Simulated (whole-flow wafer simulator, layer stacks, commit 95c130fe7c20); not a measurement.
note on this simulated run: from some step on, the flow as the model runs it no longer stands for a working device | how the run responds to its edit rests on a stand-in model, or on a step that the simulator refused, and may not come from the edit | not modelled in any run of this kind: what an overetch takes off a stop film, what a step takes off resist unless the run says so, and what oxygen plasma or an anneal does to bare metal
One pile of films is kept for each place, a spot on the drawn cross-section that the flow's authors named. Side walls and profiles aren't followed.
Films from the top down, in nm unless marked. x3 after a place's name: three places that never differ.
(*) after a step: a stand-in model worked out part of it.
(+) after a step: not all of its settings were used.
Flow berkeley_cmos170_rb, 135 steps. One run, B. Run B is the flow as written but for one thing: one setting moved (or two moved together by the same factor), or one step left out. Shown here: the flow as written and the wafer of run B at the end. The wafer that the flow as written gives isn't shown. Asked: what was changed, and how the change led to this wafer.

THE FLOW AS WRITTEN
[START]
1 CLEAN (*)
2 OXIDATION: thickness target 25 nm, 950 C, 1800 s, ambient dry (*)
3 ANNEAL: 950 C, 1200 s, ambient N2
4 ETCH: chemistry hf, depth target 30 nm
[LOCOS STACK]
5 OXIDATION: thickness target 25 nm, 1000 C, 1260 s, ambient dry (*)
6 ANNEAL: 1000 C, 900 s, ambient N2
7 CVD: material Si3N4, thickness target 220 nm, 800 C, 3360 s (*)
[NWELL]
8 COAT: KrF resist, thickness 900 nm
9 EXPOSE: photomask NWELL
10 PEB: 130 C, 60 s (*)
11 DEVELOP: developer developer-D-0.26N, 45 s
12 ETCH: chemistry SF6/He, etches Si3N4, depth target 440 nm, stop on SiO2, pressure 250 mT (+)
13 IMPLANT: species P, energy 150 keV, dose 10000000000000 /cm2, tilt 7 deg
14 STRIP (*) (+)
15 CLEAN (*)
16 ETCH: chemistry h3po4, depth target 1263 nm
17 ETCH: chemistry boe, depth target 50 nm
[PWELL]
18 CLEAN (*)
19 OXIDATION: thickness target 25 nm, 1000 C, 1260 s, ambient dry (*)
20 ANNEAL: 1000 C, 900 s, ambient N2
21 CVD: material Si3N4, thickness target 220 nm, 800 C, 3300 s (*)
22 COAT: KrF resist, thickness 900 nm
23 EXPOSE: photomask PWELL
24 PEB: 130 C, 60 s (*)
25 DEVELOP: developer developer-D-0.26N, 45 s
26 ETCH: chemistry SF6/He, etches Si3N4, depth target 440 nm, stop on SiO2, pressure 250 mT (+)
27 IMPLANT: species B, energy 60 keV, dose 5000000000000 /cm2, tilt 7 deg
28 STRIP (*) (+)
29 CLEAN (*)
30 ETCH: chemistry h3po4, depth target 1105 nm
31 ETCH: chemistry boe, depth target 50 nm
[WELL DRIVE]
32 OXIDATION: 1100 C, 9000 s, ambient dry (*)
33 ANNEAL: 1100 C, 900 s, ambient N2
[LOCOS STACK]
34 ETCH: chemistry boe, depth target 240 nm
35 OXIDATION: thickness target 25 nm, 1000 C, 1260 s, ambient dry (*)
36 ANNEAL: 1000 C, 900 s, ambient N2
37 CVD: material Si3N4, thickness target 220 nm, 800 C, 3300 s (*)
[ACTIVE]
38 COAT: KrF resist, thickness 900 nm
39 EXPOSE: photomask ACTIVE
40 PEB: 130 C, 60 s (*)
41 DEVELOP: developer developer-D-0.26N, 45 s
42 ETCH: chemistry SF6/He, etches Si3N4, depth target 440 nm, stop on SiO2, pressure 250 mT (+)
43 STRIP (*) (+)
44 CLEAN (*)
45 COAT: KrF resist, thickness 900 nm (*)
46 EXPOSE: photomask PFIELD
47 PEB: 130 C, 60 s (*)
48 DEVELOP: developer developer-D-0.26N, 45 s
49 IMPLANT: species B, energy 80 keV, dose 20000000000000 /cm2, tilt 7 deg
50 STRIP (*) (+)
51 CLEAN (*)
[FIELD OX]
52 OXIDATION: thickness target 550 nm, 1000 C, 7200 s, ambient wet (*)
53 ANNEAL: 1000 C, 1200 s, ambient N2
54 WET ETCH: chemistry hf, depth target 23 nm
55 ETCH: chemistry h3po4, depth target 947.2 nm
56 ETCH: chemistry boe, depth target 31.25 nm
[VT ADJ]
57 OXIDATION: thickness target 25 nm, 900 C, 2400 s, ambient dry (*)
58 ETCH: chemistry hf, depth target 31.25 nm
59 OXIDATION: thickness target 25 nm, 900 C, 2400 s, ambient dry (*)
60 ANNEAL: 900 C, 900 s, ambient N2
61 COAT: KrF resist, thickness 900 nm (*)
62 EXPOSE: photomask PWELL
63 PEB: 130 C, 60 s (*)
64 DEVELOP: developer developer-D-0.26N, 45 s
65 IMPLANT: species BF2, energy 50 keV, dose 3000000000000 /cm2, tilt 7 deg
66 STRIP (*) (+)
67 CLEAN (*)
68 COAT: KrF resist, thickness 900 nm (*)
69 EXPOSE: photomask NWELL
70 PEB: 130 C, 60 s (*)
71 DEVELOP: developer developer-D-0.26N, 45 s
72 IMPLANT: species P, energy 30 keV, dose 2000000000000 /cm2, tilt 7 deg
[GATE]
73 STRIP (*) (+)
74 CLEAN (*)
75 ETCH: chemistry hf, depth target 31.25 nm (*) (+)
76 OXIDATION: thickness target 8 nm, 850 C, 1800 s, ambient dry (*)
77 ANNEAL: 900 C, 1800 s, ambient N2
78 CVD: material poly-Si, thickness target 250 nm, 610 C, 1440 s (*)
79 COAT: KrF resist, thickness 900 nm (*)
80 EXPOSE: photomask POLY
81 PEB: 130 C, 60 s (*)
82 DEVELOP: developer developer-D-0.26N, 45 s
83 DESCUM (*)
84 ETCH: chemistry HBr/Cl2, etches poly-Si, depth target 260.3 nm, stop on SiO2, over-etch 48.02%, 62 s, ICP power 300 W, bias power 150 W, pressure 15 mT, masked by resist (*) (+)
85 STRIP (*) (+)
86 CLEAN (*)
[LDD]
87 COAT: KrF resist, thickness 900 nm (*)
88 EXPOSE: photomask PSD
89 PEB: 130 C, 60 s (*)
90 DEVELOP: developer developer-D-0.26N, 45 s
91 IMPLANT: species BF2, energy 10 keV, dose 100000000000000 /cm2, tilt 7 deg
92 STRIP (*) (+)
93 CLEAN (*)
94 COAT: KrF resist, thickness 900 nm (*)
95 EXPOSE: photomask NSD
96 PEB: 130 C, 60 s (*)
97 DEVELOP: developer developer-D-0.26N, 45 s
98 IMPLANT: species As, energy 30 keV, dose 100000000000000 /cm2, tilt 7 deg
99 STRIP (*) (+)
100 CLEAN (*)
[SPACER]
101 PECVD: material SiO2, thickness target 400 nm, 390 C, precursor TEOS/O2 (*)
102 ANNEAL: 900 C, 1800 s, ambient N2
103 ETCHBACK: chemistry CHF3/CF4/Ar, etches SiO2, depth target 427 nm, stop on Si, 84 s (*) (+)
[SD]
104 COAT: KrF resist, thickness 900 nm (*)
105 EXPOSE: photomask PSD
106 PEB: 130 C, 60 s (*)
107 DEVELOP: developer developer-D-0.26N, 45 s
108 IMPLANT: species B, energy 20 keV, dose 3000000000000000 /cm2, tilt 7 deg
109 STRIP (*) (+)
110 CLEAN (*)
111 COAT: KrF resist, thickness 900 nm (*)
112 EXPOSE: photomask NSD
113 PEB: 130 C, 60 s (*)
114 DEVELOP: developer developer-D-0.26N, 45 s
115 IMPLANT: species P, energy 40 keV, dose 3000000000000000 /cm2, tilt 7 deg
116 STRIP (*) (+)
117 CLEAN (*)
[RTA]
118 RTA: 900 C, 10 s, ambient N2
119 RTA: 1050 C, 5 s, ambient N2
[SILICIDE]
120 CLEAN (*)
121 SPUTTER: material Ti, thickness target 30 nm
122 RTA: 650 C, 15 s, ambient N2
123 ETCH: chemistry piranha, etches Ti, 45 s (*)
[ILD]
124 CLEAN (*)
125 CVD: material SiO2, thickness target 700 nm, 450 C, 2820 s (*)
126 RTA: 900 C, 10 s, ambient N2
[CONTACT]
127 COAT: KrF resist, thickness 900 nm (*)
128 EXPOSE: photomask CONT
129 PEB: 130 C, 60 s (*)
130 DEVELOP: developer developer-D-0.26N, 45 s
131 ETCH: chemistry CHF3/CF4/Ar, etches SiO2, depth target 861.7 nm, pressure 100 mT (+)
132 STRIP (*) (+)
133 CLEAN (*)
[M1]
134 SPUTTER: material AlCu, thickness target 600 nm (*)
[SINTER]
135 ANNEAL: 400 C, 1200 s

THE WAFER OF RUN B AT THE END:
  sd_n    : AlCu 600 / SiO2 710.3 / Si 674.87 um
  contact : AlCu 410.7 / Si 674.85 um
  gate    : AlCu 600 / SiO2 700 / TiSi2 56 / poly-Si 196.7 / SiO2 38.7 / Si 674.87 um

The cause: step 34, ETCH: depth target 94 nm was run, where the flow has depth target 240 nm.

How the change led to this, step by step:
  34 ETCH: chemistry boe, depth target 240 nm
      field, sd_n, spacer_n and 6 more: SiO2 -94 (as written it would be: SiO2 -197.6 (all of it))
  35 OXIDATION: thickness target 25 nm, 1000 C, 1260 s, ambient dry (*)
      field, sd_n, spacer_n and 6 more: SiO2 +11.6, Si -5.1 (as written it would be: SiO2 +26.6 (new film), Si -11.7)
  52 OXIDATION: thickness target 550 nm, 1000 C, 7200 s, ambient wet (*)
      gate, sd_p: SiO2 +12.9 (new film), Si3N4 -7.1 (as written it would be: SiO2 +12.9 (new film), Si3N4 -7.1, SiO2 +0.08, Si -0.08)
      sd_n: SiO2 +12.9 (new film), Si3N4 -7.1 (as written it would be: SiO2 +12.9 (new film), Si3N4 -7.1, SiO2 +2.22, Si -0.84)
      (and at 2 more places)
  56 ETCH: chemistry boe, depth target 31.25 nm
      spacer_n, gate, sd_p, spacer_p, gate_p, contact: SiO2 -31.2 (as written it would be: SiO2 -26.6 (all of it))
      sd_n: SiO2 -31.2 (as written it would be: SiO2 -28.8 (all of it))
      (and at 1 more place)
  57 OXIDATION: thickness target 25 nm, 900 C, 2400 s, ambient dry (*)
      sd_n, spacer_n, gate, sd_p, spacer_p, gate_p, contact, m1: SiO2 +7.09, Si -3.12 (as written it would be: SiO2 +15 (new film), Si -6.62)
  58 ETCH: chemistry hf, depth target 31.25 nm
      sd_n, spacer_n, gate, sd_p, spacer_p, gate_p, contact, m1: SiO2 -31.2 (as written it would be: SiO2 -15 (all of it))
  59 OXIDATION: thickness target 25 nm, 900 C, 2400 s, ambient dry (*)
      sd_n, spacer_n, gate, sd_p, spacer_p, gate_p, contact, m1: SiO2 +6.9, Si -3.04 (as written it would be: SiO2 +15 (new film), Si -6.62)
  75 ETCH: chemistry hf, depth target 31.25 nm (*) (+)
      sd_n, spacer_n, gate, sd_p, spacer_p, gate_p, contact, m1: SiO2 -31.2 (as written it would be: SiO2 -15 (all of it))
  76 OXIDATION: thickness target 8 nm, 850 C, 1800 s, ambient dry (*)
      sd_n, spacer_n, gate, sd_p, spacer_p, gate_p, contact, m1: SiO2 +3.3, Si -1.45 (as written it would be: SiO2 +7.53 (new film), Si -3.31)
  103 ETCHBACK: chemistry CHF3/CF4/Ar, etches SiO2, depth target 427 nm, stop on Si, 84 s (*) (+)
      sd_n, contact, m1: SiO2 -427 (as written it would be: SiO2 -406.1 (all of it))
      sd_p: SiO2 -417.4 (all of it) (as written it would be: SiO2 -388.4 (all of it))
  104 COAT: KrF resist, thickness 900 nm (*)
      sd_n: KrF resist +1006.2 (new film) (as written it would be: KrF resist +982.1 (new film))
      sd_p: KrF resist +1021.7 (new film) (as written it would be: KrF resist +990.7 (new film))
  107 DEVELOP: developer developer-D-0.26N, 45 s
      sd_p: KrF resist -1021.7 (all of it) (as written it would be: KrF resist -990.7 (all of it))
  109 STRIP (*) (+)
      sd_n: KrF resist -992 (all of it) (as written it would be: KrF resist -967.9 (all of it))
  111 COAT: KrF resist, thickness 900 nm (*)
      sd_n: KrF resist +1006.2 (new film) (as written it would be: KrF resist +982.1 (new film))
      sd_p: KrF resist +1021.7 (new film) (as written it would be: KrF resist +990.7 (new film))
  114 DEVELOP: developer developer-D-0.26N, 45 s
      sd_n: KrF resist -1006.2 (all of it) (as written it would be: KrF resist -982.1 (all of it))
  116 STRIP (*) (+)
      sd_p: KrF resist -1007.5 (all of it) (as written it would be: KrF resist -976.5 (all of it))
  ... 8 more steps ...
  134 SPUTTER: material AlCu, thickness target 600 nm (*)
      sd_p: AlCu +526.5 (new film) (as written it would be: AlCu +545.9 (new film))
